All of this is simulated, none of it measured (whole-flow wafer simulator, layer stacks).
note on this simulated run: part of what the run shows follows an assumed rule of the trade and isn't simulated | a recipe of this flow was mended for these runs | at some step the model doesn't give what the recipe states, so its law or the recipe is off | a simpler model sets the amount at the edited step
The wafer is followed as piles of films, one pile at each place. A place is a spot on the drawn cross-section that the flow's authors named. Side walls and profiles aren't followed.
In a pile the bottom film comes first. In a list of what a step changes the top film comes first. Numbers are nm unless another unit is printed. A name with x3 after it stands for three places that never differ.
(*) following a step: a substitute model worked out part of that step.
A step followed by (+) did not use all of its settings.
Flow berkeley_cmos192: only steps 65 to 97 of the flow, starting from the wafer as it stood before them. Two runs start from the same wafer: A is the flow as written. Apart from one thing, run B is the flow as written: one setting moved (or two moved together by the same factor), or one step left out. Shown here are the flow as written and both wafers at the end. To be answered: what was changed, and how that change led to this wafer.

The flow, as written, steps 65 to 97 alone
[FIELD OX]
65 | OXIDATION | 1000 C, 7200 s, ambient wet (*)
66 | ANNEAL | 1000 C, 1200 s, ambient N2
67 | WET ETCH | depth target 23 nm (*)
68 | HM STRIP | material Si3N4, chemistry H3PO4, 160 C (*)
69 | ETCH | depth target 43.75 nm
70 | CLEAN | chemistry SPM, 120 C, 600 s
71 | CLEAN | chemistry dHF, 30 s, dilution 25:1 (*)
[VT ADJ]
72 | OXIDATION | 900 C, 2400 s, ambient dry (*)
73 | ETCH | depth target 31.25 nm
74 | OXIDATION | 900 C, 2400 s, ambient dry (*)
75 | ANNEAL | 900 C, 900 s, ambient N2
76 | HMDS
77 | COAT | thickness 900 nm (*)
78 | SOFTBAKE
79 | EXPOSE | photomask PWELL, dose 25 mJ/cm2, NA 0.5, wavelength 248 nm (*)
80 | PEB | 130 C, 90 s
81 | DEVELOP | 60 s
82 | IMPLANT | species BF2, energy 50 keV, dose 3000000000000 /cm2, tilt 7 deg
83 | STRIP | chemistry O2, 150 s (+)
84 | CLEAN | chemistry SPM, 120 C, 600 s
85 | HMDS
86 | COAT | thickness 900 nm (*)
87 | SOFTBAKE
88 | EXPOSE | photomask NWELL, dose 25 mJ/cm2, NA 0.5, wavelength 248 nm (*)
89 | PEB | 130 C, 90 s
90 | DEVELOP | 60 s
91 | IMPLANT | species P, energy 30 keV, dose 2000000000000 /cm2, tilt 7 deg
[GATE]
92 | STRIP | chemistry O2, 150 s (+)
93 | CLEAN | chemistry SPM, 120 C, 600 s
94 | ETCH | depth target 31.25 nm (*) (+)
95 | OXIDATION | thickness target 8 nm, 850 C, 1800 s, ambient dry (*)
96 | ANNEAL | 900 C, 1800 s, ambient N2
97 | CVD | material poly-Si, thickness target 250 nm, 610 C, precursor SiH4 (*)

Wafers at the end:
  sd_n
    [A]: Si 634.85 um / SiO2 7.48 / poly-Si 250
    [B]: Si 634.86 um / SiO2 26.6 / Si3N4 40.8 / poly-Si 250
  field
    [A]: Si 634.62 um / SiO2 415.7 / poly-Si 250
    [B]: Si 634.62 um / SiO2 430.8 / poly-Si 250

The reason: step 68, HM STRIP: 128 C was run, while the flow as written has 160 C.

The path from the change to this, step by step:
  68 | HM STRIP | material Si3N4, chemistry H3PO4, 160 C (*)
      sd_n, spacer_n, gate, sd_p, spacer_p, gate_p, contact, m1: A Si3N4 loses 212 (all of it), SiO2 loses 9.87 | B Si3N4 loses 165.4
      field: A SiO2 loses 16.5 | B SiO2 loses 1.27
  69 | ETCH | depth target 43.75 nm
      spacer_n, gate, spacer_p, gate_p, contact, m1: A SiO2 loses 16.7 (all of it) | B Si3N4 loses 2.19
      sd_n, sd_p: A SiO2 loses 16.8 (all of it) | B Si3N4 loses 2.19
  70 | CLEAN | chemistry SPM, 120 C, 600 s
      sd_n, spacer_n, gate, sd_p, spacer_p, gate_p, contact, m1: A chemical SiO2 gains 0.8 (new film), Si loses 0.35 | B nothing
  71 | CLEAN | chemistry dHF, 30 s, dilution 25:1 (*)
      sd_n, spacer_n, gate, sd_p, spacer_p, gate_p, contact, m1: A chemical SiO2 loses 0.8 (all of it) | B Si3N4 loses 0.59
  72 | OXIDATION | 900 C, 2400 s, ambient dry (*)
      sd_n, spacer_n, gate, sd_p, spacer_p, gate_p, contact, m1: A SiO2 gains 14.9 (new film), Si loses 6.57 | B nothing
  73 | ETCH | depth target 31.25 nm
      sd_n, spacer_n, gate, sd_p, spacer_p, gate_p, contact, m1: A SiO2 loses 14.9 (all of it) | B Si3N4 loses 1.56
  74 | OXIDATION | 900 C, 2400 s, ambient dry (*)
      sd_n, spacer_n, gate, sd_p, spacer_p, gate_p, contact, m1: A SiO2 gains 14.9 (new film), Si loses 6.57 | B nothing
  77 | COAT | thickness 900 nm (*)
      sd_n: A KrF-resist gains 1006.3 (new film) | B KrF-resist gains 979.1 (new film)
      sd_p: A KrF-resist gains 988 (new film) | B KrF-resist gains 965.7 (new film)
      (also at 2 further places)
  81 | DEVELOP | 60 s
      sd_n: A KrF-resist loses 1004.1 (all of it) | B KrF-resist loses 976.9 (all of it)
      contact: A KrF-resist loses 981.5 (all of it) | B KrF-resist loses 960.7 (all of it)
      (also at 1 further place)
  83 | STRIP | chemistry O2, 150 s (+)
      sd_p: A KrF-resist loses 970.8 (all of it) | B KrF-resist loses 948.6 (all of it)
  86 | COAT | thickness 900 nm (*)
      sd_n: A KrF-resist gains 1006.3 (new film) | B KrF-resist gains 979.1 (new film)
      sd_p: A KrF-resist gains 988 (new film) | B KrF-resist gains 965.7 (new film)
      (also at 2 further places)
  90 | DEVELOP | 60 s
      sd_p: A KrF-resist loses 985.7 (all of it) | B KrF-resist loses 963.5 (all of it)
  92 | STRIP | chemistry O2, 150 s (+)
      sd_n: A KrF-resist loses 989.1 (all of it) | B KrF-resist loses 962 (all of it)
      contact: A KrF-resist loses 966.6 (all of it) | B KrF-resist loses 945.8 (all of it)
      (also at 1 further place)
  94 | ETCH | depth target 31.25 nm (*) (+)
      sd_n, spacer_n, gate, sd_p, spacer_p, gate_p, contact, m1: A SiO2 loses 14.9 (all of it) | B Si3N4 loses 1.56
  95 | OXIDATION | thickness target 8 nm, 850 C, 1800 s, ambient dry (*)
      sd_n, spacer_n, gate, sd_p, spacer_p, gate_p, contact, m1: A SiO2 gains 7.48 (new film), Si loses 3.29 | B nothing
